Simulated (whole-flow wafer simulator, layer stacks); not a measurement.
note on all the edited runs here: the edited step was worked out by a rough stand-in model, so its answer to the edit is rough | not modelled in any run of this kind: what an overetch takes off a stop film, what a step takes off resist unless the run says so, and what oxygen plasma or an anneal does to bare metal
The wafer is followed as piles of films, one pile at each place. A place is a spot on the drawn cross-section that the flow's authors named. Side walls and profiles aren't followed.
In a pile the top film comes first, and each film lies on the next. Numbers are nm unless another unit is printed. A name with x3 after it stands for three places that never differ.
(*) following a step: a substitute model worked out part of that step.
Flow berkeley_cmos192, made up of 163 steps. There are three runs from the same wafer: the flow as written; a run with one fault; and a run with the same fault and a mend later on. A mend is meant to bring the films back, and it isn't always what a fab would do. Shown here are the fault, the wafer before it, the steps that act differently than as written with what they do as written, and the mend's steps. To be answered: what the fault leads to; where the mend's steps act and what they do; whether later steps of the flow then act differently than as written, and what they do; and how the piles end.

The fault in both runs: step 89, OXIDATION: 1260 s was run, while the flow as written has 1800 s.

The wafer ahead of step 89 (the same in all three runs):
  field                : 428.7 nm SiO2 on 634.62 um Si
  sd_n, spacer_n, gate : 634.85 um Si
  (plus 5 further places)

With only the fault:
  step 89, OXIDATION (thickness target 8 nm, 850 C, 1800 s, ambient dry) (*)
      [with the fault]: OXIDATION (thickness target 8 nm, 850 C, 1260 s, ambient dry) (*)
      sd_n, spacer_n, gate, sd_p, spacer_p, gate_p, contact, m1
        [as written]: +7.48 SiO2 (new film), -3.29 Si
        [with the fault]: +6.09 SiO2 (new film), -2.68 Si
  None of the later steps of the flow differs from how it acts as written, at any place that is followed, by more than 2% or 0.5 nm, whichever is larger.
  At gate, gate_p, the piles at the end differ from the flow's by more than 2% or 0.5 nm, whichever is larger.
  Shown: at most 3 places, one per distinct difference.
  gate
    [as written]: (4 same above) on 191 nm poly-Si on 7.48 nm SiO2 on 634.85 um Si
    [with the fault]: (4 same above) on 191 nm poly-Si on 6.09 nm SiO2 on 634.85 um Si

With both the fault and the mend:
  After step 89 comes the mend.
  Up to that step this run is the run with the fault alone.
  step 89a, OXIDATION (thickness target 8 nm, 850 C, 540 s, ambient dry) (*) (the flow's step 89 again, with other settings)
      sd_n, spacer_n, gate, sd_p, spacer_p, gate_p, contact, m1
        +1.39 SiO2, -0.61 Si
      field
        +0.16 SiO2, -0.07 Si
  None of the later steps of the flow acts differently than as written at any place that is followed.
  By the end, the piles equal the flow's at every place that both follow.
